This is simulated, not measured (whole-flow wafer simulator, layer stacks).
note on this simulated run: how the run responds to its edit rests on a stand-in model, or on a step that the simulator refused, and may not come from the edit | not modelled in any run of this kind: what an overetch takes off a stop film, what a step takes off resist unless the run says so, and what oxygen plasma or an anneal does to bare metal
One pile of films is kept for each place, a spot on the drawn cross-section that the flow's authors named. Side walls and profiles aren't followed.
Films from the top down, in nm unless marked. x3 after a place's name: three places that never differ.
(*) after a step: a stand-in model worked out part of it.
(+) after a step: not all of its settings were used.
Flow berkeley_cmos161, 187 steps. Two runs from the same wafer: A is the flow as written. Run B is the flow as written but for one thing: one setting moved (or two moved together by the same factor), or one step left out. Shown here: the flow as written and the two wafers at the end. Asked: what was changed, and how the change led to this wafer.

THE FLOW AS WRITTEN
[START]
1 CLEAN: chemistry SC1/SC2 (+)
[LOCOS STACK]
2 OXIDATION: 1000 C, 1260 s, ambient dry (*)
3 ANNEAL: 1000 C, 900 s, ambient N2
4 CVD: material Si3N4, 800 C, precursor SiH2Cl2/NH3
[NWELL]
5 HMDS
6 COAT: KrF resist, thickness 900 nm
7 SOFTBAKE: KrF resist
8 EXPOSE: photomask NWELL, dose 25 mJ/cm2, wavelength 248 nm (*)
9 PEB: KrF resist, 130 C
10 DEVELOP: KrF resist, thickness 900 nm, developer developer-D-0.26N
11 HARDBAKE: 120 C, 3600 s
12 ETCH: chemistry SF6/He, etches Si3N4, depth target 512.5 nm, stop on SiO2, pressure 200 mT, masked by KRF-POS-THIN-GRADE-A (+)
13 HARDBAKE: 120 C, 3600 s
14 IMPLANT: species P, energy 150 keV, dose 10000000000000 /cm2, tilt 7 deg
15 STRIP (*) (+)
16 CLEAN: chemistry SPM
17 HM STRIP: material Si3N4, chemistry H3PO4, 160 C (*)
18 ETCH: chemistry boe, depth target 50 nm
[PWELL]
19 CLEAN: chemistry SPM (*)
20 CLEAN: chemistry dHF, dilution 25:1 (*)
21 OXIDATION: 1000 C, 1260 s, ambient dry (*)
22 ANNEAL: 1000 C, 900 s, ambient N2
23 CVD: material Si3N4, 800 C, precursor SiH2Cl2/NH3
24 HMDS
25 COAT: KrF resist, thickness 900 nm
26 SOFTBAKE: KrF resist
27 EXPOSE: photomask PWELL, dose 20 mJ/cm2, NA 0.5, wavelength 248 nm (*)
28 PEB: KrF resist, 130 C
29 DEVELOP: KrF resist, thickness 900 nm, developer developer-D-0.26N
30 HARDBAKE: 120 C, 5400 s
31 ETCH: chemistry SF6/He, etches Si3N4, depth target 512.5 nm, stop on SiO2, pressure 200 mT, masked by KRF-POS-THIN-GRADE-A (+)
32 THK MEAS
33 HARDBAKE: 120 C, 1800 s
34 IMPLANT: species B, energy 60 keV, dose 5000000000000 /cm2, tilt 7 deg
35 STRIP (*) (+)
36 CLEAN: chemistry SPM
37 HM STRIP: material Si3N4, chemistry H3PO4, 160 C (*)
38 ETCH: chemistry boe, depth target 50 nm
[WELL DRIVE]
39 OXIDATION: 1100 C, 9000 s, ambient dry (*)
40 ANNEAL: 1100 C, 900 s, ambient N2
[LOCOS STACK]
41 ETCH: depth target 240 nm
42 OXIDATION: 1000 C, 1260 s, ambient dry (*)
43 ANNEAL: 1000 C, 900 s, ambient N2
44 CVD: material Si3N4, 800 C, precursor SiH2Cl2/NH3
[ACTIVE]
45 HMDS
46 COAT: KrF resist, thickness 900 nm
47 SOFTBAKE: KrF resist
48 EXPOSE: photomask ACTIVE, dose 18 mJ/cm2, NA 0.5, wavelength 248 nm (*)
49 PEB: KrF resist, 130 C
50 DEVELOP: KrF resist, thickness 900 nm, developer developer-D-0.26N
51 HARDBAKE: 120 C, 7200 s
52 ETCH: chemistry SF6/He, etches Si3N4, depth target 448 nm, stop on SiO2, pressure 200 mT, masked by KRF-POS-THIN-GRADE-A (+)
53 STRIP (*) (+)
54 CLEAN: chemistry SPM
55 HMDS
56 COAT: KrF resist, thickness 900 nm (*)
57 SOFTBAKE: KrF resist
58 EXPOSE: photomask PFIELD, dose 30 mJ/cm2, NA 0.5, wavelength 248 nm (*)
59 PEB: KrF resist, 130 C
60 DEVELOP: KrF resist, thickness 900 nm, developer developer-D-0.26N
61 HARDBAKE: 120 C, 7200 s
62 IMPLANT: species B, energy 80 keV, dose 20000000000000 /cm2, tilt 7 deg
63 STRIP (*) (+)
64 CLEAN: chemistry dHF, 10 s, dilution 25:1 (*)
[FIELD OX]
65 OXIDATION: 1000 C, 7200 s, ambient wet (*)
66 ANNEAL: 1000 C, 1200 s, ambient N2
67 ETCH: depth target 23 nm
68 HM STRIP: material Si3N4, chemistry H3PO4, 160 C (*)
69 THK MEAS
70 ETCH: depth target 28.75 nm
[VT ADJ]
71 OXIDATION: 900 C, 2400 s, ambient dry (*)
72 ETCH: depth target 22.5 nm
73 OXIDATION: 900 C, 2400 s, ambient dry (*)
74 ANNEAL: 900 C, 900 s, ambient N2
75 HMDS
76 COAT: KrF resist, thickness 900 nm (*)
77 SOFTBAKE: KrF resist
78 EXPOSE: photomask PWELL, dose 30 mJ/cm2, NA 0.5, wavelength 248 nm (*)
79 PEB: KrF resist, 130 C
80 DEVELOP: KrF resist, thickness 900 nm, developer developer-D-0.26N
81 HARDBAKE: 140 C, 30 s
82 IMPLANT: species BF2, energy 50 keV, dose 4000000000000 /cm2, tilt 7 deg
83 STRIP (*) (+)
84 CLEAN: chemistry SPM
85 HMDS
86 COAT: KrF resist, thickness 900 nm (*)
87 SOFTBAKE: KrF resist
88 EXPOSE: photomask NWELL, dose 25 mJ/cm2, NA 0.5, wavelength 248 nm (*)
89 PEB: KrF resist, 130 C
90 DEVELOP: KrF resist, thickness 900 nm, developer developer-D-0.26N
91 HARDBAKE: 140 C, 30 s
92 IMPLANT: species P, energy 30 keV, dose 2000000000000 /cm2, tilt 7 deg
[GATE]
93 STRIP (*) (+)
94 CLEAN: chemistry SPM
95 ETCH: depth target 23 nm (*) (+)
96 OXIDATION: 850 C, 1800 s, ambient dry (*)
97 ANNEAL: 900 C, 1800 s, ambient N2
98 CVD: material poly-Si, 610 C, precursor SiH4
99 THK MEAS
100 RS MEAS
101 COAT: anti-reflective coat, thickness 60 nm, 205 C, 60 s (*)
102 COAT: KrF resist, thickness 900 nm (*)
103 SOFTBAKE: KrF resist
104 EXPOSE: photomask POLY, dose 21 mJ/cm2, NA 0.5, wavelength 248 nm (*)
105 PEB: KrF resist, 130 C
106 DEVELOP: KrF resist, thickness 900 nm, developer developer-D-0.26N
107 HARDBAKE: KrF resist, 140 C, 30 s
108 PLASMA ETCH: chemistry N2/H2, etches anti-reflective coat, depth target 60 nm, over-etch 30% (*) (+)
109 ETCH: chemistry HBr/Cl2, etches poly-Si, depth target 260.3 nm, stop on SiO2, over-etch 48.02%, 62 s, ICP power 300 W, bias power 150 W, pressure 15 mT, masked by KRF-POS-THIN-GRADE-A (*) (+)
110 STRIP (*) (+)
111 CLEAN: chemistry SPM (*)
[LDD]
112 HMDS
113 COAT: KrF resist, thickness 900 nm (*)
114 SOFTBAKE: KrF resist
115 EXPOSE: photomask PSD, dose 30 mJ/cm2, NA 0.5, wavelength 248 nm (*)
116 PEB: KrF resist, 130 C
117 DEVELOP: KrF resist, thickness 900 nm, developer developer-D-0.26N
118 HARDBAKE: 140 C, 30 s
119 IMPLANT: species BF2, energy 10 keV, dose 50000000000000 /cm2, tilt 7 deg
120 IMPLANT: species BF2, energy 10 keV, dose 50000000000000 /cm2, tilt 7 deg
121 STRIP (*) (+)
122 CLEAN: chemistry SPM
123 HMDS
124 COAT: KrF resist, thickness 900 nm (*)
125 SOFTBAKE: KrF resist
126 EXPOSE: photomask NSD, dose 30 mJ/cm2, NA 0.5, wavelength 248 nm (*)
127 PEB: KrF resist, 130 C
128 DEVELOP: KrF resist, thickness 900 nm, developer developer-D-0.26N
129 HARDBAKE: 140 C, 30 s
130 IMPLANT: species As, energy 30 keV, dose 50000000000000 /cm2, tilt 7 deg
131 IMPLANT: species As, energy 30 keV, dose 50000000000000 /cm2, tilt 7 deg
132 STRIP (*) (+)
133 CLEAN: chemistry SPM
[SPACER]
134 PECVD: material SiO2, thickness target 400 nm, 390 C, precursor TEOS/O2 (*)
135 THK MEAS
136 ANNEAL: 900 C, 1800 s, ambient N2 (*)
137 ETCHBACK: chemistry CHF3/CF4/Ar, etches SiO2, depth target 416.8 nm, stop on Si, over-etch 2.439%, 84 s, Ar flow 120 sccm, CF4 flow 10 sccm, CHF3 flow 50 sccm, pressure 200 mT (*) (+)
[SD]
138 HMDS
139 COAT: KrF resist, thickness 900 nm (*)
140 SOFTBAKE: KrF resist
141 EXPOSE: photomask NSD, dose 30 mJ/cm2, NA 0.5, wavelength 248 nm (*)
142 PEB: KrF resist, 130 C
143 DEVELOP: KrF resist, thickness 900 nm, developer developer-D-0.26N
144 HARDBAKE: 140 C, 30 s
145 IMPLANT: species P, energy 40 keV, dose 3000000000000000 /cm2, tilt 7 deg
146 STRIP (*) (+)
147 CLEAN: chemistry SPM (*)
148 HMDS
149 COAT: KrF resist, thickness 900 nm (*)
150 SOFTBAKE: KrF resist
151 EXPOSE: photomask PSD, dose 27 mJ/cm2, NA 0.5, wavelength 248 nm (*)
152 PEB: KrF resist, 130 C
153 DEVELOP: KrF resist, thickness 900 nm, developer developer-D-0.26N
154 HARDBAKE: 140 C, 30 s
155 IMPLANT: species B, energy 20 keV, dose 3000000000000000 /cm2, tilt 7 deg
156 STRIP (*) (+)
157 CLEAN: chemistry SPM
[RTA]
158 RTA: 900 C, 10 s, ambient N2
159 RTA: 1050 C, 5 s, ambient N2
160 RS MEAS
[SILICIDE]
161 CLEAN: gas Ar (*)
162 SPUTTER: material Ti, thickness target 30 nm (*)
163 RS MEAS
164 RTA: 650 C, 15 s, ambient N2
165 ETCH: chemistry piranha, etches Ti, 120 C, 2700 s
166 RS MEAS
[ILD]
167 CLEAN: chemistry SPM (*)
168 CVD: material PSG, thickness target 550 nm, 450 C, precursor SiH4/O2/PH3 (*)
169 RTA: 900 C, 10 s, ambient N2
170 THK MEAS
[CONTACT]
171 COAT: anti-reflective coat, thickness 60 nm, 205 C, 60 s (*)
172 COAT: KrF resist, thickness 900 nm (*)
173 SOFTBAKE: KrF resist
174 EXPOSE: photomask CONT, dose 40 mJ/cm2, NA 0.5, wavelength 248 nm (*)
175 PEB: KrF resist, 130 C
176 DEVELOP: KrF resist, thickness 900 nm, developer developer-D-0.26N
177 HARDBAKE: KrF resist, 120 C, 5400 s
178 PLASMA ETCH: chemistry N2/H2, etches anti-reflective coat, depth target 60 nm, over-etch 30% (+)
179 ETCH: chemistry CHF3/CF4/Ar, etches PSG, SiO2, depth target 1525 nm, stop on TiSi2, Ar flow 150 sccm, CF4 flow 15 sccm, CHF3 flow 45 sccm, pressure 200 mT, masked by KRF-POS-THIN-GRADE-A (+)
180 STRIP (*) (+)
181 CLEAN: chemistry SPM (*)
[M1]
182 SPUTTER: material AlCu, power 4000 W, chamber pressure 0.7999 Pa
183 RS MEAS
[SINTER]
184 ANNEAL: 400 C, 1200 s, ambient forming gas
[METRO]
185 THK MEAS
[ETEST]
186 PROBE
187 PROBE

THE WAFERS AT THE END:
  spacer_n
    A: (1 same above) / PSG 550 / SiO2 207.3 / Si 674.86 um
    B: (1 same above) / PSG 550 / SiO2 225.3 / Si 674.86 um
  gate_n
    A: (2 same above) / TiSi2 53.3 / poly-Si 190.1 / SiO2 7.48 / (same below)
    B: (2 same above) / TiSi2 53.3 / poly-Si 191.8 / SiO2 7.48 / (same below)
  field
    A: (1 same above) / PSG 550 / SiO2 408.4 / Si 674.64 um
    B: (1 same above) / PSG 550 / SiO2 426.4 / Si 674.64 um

The cause: step 136, ANNEAL: 900 C, 1800 s, ambient N2 (*), was left out.

How the change led to this, step by step:
  137 ETCHBACK: chemistry CHF3/CF4/Ar, etches SiO2, depth target 416.8 nm, stop on Si, over-etch 2.439%, 84 s, Ar flow 120 sccm, CF4 flow 10 sccm, CHF3 flow 50 sccm, pressure 200 mT (*) (+)
      gate_n, gate_p: A SiO2 -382 (all of it), chemical SiO2 -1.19 (all of it), poly-Si -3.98 | B SiO2 -400 (all of it), chemical SiO2 -1.19 (all of it), poly-Si -2.35
      sd_n: A SiO2 -387.9 (all of it) | B SiO2 -405.9 (all of it)
      (and at 3 more places)
  171 COAT: anti-reflective coat, thickness 60 nm, 205 C, 60 s (*)
      sd_n: A anti-reflective coat +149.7 (new film) | B anti-reflective coat +164.8 (new film)
      spacer_n: A anti-reflective coat +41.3 (new film) | B anti-reflective coat +38.6 (new film)
      (and at 5 more places)
  180 STRIP (*) (+)
      sd_n: A KrF resist -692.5 (all of it), anti-reflective coat -149.7 (all of it) | B KrF resist -689.3 (all of it), anti-reflective coat -164.8 (all of it)
      spacer_n: A KrF resist -635.2 (all of it), anti-reflective coat -41.3 (all of it) | B KrF resist -634.8 (all of it), anti-reflective coat -38.6 (all of it)
      (and at 5 more places)
